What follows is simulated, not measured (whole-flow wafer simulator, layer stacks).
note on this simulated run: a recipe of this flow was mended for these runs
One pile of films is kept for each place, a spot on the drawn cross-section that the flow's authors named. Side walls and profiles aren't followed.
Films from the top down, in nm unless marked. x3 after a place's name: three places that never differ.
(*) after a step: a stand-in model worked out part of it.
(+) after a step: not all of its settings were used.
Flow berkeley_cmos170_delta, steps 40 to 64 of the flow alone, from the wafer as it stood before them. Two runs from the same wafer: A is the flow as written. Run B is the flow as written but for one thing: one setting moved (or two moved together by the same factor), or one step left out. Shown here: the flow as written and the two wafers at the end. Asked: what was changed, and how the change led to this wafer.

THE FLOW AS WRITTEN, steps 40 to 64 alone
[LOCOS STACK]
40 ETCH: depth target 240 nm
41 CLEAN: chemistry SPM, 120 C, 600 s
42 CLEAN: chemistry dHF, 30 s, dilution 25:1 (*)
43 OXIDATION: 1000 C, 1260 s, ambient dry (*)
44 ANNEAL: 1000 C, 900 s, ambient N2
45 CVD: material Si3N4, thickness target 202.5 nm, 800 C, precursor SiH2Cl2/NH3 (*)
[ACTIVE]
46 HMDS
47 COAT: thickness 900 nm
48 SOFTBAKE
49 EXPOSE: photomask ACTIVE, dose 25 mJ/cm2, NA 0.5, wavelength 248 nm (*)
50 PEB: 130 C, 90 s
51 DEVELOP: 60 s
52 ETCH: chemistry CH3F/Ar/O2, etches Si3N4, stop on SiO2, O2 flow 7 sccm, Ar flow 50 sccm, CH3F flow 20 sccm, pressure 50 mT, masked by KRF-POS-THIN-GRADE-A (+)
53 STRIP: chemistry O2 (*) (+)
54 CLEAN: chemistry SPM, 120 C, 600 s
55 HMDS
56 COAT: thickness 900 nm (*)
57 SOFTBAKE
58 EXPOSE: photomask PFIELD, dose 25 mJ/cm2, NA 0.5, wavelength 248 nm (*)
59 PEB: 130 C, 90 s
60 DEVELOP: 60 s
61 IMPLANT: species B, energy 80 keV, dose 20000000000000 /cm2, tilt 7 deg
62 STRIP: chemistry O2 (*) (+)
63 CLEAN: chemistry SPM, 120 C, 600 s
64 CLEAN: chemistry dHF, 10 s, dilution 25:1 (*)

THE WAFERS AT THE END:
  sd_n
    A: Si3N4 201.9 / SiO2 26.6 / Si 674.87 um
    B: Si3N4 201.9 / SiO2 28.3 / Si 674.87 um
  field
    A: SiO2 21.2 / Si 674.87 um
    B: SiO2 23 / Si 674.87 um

The cause: step 43, OXIDATION: 1418 s was run, where the flow has 1260 s.

How the change led to this, step by step:
  43 OXIDATION: 1000 C, 1260 s, ambient dry (*)
      field, sd_n, spacer_n and 6 more: A SiO2 +26.6 (new film), Si -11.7 | B SiO2 +28.3 (new film), Si -12.4
